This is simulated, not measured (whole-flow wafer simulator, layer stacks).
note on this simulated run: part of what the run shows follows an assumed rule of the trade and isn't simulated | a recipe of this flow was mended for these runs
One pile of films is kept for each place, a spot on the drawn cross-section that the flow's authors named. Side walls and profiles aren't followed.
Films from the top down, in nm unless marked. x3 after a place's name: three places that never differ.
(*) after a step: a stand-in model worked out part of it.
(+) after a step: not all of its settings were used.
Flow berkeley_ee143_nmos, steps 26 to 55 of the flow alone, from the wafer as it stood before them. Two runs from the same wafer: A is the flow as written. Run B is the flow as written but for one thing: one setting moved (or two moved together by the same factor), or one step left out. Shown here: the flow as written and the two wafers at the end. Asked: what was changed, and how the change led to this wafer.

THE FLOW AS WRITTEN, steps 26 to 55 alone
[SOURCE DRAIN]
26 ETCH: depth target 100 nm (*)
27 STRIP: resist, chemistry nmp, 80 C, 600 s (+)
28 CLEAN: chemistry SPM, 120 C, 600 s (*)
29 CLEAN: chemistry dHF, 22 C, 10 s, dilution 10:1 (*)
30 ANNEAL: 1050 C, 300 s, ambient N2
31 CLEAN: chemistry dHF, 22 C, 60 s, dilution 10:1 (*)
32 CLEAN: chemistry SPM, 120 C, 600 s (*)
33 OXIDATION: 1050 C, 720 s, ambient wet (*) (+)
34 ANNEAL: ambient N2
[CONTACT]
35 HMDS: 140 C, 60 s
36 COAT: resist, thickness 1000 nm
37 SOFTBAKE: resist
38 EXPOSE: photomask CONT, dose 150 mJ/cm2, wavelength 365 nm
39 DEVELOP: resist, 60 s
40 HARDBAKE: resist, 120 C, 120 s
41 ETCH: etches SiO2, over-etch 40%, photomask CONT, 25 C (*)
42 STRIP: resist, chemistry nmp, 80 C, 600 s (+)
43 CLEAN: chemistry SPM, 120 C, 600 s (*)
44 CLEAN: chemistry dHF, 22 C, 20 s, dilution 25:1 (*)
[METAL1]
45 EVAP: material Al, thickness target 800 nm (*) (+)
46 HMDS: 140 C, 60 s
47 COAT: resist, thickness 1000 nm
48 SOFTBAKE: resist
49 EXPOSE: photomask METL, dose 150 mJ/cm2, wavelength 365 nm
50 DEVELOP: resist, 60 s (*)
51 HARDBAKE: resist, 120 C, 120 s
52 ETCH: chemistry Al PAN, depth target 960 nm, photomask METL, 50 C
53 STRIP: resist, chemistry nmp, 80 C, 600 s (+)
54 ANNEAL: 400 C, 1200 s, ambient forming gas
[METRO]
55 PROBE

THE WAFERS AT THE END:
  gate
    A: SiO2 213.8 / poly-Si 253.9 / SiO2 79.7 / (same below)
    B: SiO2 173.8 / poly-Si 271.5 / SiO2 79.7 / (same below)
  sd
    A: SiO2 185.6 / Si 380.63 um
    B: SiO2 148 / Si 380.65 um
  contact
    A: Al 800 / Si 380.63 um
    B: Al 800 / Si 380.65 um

The cause: step 33, OXIDATION: 531 s was run, where the flow has 720 s.

How the change led to this, step by step:
  33 OXIDATION: 1050 C, 720 s, ambient wet (*) (+)
      sd, contact: A SiO2 +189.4 (new film), chemical SiO2 -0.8 (all of it), Si -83 | B SiO2 +151.8 (new film), chemical SiO2 -0.8 (all of it), Si -66.4
      gate: A SiO2 +217.6 (new film), chemical SiO2 -0.8 (all of it), poly-Si -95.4 | B SiO2 +177.6 (new film), chemical SiO2 -0.8 (all of it), poly-Si -77.8
      (and at 1 more place)
  41 ETCH: etches SiO2, over-etch 40%, photomask CONT, 25 C (*)
      contact: A SiO2 -189.4 (all of it) | B SiO2 -151.8 (all of it)
  47 COAT: resist, thickness 1000 nm
      contact: A resist +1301 (new film) | B resist +1274 (new film)
  51 HARDBAKE: resist, 120 C, 120 s
      contact: A resist -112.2 | B resist -109.7
  53 STRIP: resist, chemistry nmp, 80 C, 600 s (+)
      contact: A resist -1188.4 (all of it) | B resist -1163.9 (all of it)
